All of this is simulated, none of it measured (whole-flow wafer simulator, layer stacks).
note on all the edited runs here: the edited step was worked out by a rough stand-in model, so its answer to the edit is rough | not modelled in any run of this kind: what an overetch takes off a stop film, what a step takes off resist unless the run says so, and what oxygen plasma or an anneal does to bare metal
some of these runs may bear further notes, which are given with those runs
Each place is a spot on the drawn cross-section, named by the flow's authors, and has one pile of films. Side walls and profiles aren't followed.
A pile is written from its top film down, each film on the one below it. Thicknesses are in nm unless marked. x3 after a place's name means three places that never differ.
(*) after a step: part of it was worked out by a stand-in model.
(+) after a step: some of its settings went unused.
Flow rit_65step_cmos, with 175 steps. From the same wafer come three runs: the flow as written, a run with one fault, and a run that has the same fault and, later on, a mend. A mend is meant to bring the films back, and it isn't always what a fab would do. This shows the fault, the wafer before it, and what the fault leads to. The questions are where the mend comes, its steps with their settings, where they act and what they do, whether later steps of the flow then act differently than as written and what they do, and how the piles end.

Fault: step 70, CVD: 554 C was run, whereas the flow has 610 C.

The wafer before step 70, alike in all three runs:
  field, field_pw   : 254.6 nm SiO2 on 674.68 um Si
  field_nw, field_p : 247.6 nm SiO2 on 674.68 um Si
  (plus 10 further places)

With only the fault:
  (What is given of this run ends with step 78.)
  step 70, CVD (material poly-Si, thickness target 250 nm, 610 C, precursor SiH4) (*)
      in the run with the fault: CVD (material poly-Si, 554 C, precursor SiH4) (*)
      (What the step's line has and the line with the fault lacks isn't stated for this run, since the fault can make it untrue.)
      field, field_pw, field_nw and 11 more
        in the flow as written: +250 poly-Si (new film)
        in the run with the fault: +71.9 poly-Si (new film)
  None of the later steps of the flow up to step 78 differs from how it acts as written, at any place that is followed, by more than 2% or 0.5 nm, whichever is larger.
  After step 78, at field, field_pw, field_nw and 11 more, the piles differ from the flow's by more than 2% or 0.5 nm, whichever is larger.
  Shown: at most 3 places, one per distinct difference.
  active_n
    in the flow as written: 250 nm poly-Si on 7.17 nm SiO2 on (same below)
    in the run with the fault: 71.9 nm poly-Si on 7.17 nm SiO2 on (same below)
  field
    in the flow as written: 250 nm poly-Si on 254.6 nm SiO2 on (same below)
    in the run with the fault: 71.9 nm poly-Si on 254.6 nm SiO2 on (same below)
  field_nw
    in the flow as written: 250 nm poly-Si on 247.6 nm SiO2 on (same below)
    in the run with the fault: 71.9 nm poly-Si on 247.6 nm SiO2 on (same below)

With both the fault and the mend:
  The mend stands after step 78.
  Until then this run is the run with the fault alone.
  step 78a, STRIP (resist, chemistry O2, 180 s) (*)
      field, field_pw, field_nw and 9 more
        +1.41 chemical SiO2 (new film), -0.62 poly-Si
      gate_n, gate_p
        +1.33 chemical SiO2 (new film), -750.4 resist (all of it), -0.59 poly-Si
  step 78b, CLEAN (chemistry SC2, 75 C, 600 s) (*) (a further turn of the flow's step 66)
      alters no film at any place that is followed
  step 78c, CVD (material poly-Si, thickness target 178 nm, 610 C, precursor SiH4) (*) (a further turn of the flow's step 70, with different settings)
      field, field_pw, field_nw and 11 more
        +178 poly-Si (new film)
  step 78d, HMDS (140 C, 60 s) (a further turn of the flow's step 72)
      alters no film at any place that is followed
  step 78e, COAT (resist, thickness 850 nm) (a further turn of the flow's step 73)
      active_n, active_p, sd_p
        +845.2 resist (new film)
      gate_n, gate_p, sd_n
        +846.9 resist (new film)
      spacer, spacer_p
        +846.8 resist (new film)
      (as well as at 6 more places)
  step 78f, SOFTBAKE (resist, 90 C, 60 s) (a further turn of the flow's step 74)
      alters no film at any place that is followed
  step 78g, EXPOSE (photomask M6, dose 380 mJ/cm2, NA 0.6, wavelength 365 nm) (a further turn of the flow's step 75)
      alters no film at any place that is followed
  step 78h, PEB (resist, 110 C, 60 s) (a further turn of the flow's step 76)
      gate_n, gate_p, spacer, spacer_p, sd_n, contact, m1
        -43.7 resist
      active_n, active_p, sd_p
        -43.6 resist
      field
        -45.3 resist
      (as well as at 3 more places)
  step 78i, DEVELOP (resist, thickness 850 nm, 50 s) (a further turn of the flow's step 77)
      active_n, active_p
        -801.6 resist (all of it)
      spacer, spacer_p
        -803.1 resist (all of it)
      field
        -832.7 resist (all of it)
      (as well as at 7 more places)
  step 78j, HARDBAKE (resist, 140 C, 60 s) (a further turn of the flow's step 78)
      gate_n, gate_p
        -52.7 resist
  Later steps of the flow acting differently than as written (33 more steps, not shown, differ only slightly: by at most 2% or 0.5 nm, whichever is larger):
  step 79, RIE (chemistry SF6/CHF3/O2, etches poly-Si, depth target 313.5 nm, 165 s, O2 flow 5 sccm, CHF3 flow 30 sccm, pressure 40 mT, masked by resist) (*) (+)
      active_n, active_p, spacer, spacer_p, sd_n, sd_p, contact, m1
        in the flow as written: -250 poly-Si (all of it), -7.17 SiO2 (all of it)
        in the run with the mend: -178 poly-Si (all of it), -1.41 chemical SiO2 (all of it), -71.3 poly-Si (all of it), -7.17 SiO2 (all of it)
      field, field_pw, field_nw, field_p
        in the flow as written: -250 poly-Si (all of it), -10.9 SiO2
        in the run with the mend: -178 poly-Si (all of it), -1.41 chemical SiO2 (all of it), -71.3 poly-Si (all of it), -9.66 SiO2
  At gate_n, gate_p, the piles at the end differ from the flow's by more than 2% or 0.5 nm, whichever is larger.
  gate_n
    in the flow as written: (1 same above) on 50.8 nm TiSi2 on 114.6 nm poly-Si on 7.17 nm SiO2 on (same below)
    in the run with the mend: (1 same above) on 50.8 nm TiSi2 on 42.6 nm poly-Si on 1.33 nm chemical SiO2 on 71.3 nm poly-Si on 7.17 nm SiO2 on (same below)
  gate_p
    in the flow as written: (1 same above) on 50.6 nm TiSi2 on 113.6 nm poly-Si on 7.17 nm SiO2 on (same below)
    in the run with the mend: (1 same above) on 50.6 nm TiSi2 on 41.6 nm poly-Si on 1.33 nm chemical SiO2 on 71.3 nm poly-Si on 7.17 nm SiO2 on (same below)
